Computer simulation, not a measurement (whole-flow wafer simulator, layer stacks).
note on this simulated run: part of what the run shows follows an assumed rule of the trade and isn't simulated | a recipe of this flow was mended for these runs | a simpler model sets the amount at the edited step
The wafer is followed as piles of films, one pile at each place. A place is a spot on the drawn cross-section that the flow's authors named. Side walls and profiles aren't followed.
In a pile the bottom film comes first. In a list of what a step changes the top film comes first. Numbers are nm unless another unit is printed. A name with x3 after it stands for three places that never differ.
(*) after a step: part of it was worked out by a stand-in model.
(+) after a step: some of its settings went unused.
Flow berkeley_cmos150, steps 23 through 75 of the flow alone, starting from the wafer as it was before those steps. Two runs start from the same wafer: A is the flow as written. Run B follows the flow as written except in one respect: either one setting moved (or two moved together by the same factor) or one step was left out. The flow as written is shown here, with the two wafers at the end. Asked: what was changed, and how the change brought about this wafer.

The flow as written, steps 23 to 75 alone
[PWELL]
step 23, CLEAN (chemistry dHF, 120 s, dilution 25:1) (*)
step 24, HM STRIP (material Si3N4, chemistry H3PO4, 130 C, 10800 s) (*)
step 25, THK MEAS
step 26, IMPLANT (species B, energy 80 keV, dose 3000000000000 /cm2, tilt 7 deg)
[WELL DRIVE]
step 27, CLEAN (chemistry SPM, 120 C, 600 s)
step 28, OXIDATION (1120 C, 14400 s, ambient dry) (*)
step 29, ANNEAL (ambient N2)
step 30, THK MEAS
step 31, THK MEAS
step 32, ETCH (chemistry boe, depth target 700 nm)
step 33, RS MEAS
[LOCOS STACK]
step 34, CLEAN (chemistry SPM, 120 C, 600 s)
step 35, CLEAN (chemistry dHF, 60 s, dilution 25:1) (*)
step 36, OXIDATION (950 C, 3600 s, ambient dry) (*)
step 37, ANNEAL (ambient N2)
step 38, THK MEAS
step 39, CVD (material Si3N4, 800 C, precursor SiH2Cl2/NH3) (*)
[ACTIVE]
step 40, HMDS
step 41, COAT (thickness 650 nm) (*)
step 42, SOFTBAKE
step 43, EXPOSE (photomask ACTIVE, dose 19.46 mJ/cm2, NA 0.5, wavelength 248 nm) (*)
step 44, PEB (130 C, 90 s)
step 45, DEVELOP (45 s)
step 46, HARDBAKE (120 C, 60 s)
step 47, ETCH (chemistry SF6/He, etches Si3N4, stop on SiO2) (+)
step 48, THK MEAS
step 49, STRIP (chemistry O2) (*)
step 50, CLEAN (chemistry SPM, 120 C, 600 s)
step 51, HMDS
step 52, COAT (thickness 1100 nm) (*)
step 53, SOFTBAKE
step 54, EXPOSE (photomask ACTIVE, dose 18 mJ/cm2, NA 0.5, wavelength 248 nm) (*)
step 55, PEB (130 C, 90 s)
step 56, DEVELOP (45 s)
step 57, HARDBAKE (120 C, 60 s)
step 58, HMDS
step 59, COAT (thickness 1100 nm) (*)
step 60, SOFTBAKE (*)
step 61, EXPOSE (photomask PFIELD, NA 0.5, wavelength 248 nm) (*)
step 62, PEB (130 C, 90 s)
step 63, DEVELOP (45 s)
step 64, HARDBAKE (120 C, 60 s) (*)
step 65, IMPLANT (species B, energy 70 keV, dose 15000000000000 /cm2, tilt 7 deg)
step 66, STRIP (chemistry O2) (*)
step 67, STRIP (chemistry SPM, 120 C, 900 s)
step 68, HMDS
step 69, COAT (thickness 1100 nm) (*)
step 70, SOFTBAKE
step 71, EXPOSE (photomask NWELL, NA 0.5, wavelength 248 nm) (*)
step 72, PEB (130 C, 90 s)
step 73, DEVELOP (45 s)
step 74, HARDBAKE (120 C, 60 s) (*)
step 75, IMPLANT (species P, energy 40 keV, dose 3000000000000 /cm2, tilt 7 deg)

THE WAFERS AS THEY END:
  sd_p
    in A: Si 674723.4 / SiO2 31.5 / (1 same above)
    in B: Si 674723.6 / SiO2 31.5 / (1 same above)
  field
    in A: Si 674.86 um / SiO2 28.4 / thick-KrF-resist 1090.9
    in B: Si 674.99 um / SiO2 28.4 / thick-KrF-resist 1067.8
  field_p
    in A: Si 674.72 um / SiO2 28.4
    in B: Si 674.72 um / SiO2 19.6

Cause: step 24, HM STRIP: 104 C was run, though the flow has 130 C.

How this came from the change, step by step:
  step 24, HM STRIP (material Si3N4, chemistry H3PO4, 130 C, 10800 s) (*)
      field, sd_n, gate_n, contact, m1: A Si3N4 loses 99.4 (all of it), SiO2 loses 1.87 | B Si3N4 loses 68.6
      field_p, sd_p, gate_p: A SiO2 loses 2.72 | B SiO2 loses 0.43
  step 28, OXIDATION (1120 C, 14400 s, ambient dry) (*)
      field, sd_n, gate_n, contact, m1: A SiO2 gains 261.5, Si loses 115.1 | B nothing
  step 32, ETCH (chemistry boe, depth target 700 nm)
      field, sd_n, gate_n, contact, m1: A SiO2 loses 291.1 (all of it) | B Si3N4 loses 7
  step 34, CLEAN (chemistry SPM, 120 C, 600 s)
      field, sd_n, gate_n, contact, m1: A chemical SiO2 gains 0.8 (new film), Si loses 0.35 | B nothing
  step 35, CLEAN (chemistry dHF, 60 s, dilution 25:1) (*)
      field, sd_n, gate_n, contact, m1: A chemical SiO2 loses 0.8 (all of it) | B Si3N4 loses 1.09
  step 36, OXIDATION (950 C, 3600 s, ambient dry) (*)
      field, sd_n, gate_n, contact, m1: A SiO2 gains 31.5 (new film), Si loses 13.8 | B nothing
  step 39, CVD (material Si3N4, 800 C, precursor SiH2Cl2/NH3) (*)
      field, sd_n, gate_n, contact, m1: A Si3N4 gains 106 (new film) | B Si3N4 gains 106
  step 41, COAT (thickness 650 nm) (*)
      field: A KrF-resist gains 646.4 (new film) | B KrF-resist gains 583.5 (new film)
      field_p: A KrF-resist gains 715.2 (new film) | B KrF-resist gains 790 (new film)
      (as well as at 3 more places)
  step 45, DEVELOP (45 s)
      field: A KrF-resist loses 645 (all of it) | B KrF-resist loses 582.2 (all of it)
      field_p: A KrF-resist loses 713.6 (all of it) | B KrF-resist loses 788.2 (all of it)
  step 46, HARDBAKE (120 C, 60 s)
      sd_n: A KrF-resist loses 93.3 | B KrF-resist loses 90.8
      sd_p: A KrF-resist loses 102.4 | B KrF-resist loses 109.5
      (as well as at 1 more place)
  step 47, ETCH (chemistry SF6/He, etches Si3N4, stop on SiO2) (+)
      sd_n, gate_n, sd_p, gate_p, contact, m1: A KrF-resist loses 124 | B KrF-resist loses 148.7
      field: A Si3N4 loses 106 (all of it), SiO2 loses 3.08 | B Si3N4 loses 128.8 (all of it), SiO2 loses 3.08
      (as well as at 1 more place)
  step 49, STRIP (chemistry O2) (*)
      sd_n: A KrF-resist loses 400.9 (all of it) | B KrF-resist loses 362 (all of it)
      gate_n: A KrF-resist loses 409.3 (all of it) | B KrF-resist loses 378.7 (all of it)
      (as well as at 4 more places)
  step 52, COAT (thickness 1100 nm) (*)
      field: A thick-KrF-resist gains 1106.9 (new film) | B thick-KrF-resist gains 1083.7 (new film)
      field_p: A thick-KrF-resist gains 1219.5 (new film) | B thick-KrF-resist gains 1309.9 (new film)
      (as well as at 6 more places)
  step 56, DEVELOP (45 s)
      field: A thick-KrF-resist loses 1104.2 (all of it) | B thick-KrF-resist loses 1081.1 (all of it)
      field_p: A thick-KrF-resist loses 1216.4 (all of it) | B thick-KrF-resist loses 1306.6 (all of it)
  step 57, HARDBAKE (120 C, 60 s)
      sd_n: A thick-KrF-resist loses 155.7 | B thick-KrF-resist loses 150.8
      gate_n: A thick-KrF-resist loses 158.8 | B thick-KrF-resist loses 155.6
      (as well as at 4 more places)
  step 59, COAT (thickness 1100 nm) (*)
      field_p: A thick-KrF-resist gains 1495 (new film) | B thick-KrF-resist gains 1591.7 (new film)
      sd_p: A thick-KrF-resist gains 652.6 | B thick-KrF-resist gains 677.1
      (as well as at 1 more place)
  ... another 2 steps ...
  step 73, DEVELOP (45 s)
      field_p: A thick-KrF-resist loses 1216.4 (all of it) | B thick-KrF-resist loses 1306.6 (all of it)
      sd_p: A thick-KrF-resist loses 1108.9 (all of it) | B thick-KrF-resist loses 1174 (all of it)
      (as well as at 1 more place)
